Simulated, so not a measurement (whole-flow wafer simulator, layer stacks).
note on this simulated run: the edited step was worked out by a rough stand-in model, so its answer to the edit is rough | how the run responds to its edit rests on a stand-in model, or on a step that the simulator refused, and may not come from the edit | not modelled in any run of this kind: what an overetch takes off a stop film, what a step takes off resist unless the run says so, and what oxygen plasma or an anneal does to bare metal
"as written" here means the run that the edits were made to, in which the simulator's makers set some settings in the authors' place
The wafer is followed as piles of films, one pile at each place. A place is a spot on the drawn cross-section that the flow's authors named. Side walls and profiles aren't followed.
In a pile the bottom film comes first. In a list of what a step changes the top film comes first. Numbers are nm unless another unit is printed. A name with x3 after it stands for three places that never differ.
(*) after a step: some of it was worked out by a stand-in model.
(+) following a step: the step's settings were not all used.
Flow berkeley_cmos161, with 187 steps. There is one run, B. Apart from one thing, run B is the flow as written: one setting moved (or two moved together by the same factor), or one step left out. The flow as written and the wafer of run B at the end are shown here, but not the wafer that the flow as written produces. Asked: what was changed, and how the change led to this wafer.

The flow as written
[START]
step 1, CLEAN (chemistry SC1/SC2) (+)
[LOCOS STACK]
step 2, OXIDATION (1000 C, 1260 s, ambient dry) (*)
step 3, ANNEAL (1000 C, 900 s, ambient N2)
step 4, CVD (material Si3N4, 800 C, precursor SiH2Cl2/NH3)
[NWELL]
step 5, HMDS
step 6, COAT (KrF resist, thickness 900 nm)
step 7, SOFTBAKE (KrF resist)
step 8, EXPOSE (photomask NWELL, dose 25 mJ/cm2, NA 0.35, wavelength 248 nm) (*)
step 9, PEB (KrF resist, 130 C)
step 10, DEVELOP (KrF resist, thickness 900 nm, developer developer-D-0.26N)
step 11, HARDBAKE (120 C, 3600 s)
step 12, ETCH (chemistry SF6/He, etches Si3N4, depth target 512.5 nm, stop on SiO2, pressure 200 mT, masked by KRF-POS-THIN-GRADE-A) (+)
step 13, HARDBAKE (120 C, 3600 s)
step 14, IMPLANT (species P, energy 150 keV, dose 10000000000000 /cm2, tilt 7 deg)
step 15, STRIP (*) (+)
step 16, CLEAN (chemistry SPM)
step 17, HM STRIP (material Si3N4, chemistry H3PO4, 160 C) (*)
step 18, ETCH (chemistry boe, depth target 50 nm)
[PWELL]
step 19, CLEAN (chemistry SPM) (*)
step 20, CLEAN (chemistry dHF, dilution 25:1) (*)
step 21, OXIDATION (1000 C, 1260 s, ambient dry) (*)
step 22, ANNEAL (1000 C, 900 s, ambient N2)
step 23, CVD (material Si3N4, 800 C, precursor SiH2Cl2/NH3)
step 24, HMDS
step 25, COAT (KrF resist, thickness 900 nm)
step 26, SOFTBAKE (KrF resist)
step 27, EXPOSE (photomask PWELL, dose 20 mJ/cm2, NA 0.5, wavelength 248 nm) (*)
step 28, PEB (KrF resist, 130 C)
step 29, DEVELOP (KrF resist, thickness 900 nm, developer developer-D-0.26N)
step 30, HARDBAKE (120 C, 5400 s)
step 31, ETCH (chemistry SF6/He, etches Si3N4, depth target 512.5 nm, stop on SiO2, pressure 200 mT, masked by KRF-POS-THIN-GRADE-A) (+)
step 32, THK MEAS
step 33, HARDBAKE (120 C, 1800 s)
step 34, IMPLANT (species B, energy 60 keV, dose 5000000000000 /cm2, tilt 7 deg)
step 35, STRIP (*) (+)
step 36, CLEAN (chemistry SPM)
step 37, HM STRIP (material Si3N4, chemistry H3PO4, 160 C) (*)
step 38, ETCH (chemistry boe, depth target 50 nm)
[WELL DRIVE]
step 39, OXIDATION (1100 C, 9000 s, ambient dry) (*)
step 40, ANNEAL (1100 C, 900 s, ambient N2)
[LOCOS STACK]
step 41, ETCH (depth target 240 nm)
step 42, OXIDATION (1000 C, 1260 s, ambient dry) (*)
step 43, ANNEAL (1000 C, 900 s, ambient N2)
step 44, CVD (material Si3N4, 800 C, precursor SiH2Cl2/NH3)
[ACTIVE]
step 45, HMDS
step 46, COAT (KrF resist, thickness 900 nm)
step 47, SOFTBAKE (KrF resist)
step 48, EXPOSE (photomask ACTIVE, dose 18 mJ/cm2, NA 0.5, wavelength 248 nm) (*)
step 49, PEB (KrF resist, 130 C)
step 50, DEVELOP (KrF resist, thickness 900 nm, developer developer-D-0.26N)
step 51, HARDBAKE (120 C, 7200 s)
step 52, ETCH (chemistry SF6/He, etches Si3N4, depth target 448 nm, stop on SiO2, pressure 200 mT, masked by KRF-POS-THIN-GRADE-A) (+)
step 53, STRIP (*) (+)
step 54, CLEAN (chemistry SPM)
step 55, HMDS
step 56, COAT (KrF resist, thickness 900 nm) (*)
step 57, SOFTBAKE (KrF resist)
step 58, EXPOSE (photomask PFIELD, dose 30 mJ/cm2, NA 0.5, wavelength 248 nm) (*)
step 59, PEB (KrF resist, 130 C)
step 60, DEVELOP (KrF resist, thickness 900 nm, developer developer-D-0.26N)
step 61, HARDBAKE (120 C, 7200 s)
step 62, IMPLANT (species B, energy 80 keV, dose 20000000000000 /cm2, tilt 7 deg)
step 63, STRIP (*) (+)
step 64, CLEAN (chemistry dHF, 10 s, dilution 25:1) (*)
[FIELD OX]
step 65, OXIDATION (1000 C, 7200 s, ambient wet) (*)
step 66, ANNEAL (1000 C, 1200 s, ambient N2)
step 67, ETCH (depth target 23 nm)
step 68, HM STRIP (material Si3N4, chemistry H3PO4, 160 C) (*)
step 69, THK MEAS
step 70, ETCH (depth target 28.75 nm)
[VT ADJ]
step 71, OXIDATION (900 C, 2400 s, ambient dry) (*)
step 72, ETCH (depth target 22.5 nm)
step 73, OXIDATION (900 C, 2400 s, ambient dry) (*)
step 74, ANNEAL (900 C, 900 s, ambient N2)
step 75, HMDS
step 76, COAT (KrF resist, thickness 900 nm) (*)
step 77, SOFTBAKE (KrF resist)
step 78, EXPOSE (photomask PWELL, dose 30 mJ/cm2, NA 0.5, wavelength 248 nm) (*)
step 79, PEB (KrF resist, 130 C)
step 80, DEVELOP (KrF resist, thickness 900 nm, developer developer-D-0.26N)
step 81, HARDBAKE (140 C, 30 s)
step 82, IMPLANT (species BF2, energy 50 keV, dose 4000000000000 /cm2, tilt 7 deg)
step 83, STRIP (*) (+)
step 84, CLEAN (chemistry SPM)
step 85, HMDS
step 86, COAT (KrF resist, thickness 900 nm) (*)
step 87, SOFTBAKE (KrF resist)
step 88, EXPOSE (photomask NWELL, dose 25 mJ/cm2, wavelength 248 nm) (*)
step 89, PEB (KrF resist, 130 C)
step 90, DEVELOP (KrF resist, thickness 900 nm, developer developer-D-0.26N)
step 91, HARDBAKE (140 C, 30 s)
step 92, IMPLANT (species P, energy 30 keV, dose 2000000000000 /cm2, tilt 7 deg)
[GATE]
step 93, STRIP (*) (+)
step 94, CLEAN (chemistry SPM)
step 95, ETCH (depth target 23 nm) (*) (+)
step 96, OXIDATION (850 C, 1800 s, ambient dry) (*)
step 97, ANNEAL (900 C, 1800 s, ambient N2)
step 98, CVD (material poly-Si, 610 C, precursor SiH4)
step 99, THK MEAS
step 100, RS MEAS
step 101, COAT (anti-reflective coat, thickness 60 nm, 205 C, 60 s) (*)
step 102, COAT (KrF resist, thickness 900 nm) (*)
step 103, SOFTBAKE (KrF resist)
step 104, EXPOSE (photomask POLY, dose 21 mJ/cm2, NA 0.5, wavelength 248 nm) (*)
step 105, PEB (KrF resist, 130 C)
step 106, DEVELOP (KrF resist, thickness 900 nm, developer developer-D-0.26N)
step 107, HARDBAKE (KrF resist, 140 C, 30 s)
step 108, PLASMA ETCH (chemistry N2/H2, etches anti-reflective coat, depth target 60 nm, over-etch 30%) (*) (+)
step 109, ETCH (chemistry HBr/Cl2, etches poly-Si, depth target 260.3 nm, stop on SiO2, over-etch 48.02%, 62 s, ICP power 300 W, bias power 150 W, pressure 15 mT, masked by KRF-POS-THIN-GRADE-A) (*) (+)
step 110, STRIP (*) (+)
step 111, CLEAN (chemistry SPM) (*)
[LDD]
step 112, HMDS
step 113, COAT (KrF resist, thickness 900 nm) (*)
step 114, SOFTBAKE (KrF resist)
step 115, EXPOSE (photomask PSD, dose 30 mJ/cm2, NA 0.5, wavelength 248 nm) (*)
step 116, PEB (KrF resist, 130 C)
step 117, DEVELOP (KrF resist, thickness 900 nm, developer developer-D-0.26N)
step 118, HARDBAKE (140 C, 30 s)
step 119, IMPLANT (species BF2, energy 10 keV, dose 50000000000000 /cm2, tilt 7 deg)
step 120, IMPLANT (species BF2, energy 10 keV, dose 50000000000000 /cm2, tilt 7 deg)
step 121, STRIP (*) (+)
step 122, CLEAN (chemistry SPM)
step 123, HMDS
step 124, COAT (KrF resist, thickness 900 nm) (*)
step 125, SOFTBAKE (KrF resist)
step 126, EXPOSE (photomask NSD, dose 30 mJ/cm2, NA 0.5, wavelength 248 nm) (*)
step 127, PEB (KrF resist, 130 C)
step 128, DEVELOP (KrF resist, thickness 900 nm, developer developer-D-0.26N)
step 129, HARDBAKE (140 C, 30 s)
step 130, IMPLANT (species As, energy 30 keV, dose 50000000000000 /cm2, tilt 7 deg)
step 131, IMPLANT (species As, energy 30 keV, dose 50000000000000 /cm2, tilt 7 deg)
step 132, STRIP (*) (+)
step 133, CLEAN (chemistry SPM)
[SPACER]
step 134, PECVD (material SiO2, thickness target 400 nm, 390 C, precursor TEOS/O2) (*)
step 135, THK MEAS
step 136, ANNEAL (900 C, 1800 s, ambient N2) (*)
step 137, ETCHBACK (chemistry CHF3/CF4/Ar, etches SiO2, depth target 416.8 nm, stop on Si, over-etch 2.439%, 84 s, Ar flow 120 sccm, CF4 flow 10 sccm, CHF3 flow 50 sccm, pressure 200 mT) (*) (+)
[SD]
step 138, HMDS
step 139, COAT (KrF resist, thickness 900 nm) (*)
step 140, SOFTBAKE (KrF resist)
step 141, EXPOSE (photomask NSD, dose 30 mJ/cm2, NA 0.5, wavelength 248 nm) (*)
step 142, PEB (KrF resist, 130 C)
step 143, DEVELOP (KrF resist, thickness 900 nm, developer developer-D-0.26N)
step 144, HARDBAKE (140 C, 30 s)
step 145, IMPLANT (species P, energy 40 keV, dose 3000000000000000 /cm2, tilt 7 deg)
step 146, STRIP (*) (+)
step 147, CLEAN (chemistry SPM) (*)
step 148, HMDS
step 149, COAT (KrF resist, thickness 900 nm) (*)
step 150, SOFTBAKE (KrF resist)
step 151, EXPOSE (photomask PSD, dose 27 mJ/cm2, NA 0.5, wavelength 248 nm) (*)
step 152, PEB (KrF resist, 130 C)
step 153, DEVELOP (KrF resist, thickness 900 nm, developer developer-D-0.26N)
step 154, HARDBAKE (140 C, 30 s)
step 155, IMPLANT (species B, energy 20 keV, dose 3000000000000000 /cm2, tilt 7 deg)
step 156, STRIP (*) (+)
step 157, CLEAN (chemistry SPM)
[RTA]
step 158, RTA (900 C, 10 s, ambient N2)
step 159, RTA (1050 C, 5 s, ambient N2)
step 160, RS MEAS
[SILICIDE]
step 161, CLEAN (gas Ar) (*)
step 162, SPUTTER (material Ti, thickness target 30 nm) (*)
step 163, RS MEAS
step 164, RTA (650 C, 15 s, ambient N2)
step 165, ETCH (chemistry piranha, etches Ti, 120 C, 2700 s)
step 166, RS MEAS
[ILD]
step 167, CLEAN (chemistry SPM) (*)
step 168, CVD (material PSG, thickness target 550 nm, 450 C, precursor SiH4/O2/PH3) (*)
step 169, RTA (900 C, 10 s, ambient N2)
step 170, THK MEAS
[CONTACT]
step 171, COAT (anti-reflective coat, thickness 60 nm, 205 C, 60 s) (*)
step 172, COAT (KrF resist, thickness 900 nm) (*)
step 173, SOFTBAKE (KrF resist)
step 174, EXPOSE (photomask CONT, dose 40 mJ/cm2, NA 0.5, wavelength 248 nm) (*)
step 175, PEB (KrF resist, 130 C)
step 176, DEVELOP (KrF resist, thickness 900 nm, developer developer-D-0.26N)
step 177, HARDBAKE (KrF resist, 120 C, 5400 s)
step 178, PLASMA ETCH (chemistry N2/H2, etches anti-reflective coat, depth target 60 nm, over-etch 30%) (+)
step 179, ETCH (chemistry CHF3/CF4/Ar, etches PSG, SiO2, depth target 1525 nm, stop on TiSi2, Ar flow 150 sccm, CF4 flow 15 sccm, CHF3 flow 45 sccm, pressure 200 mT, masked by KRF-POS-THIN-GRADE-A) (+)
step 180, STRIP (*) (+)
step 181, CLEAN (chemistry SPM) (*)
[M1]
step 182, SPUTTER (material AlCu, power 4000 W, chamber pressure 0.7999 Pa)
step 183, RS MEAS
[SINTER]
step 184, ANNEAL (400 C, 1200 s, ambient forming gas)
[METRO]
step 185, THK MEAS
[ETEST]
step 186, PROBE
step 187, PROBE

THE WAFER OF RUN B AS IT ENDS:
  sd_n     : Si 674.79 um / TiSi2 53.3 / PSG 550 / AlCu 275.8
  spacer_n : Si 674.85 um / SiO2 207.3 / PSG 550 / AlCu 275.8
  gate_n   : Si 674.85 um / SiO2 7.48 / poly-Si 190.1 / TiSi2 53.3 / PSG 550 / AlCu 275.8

What caused this: step 2, OXIDATION: 1100 C was run, whereas the flow has 1000 C.

Step by step, how the change led to this:
  step 2, OXIDATION (1000 C, 1260 s, ambient dry) (*)
      field, sd_n, spacer_n and 6 more: +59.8 SiO2 (new film), -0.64 chemical SiO2 (all of it), -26 Si (it would be, as written: +26.6 SiO2 (new film), -0.64 chemical SiO2 (all of it), -11.4 Si)
  step 18, ETCH (chemistry boe, depth target 50 nm)
      field, sd_n, spacer_n, gate_n, contact, m1: -50 SiO2 (it would be, as written: -24.5 SiO2 (all of it))
      sd_p, spacer_p, gate_p: -47.5 SiO2 (all of it) (it would be, as written: -14.3 SiO2 (all of it))
  step 19, CLEAN (chemistry SPM) (*)
      field, sd_n, spacer_n, gate_n, contact, m1: nothing (it would be, as written: +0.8 chemical SiO2 (new film), -0.35 Si)
  step 20, CLEAN (chemistry dHF, dilution 25:1) (*)
      field, sd_n, spacer_n, gate_n, contact, m1: -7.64 SiO2 (all of it) (it would be, as written: -0.8 chemical SiO2 (all of it))
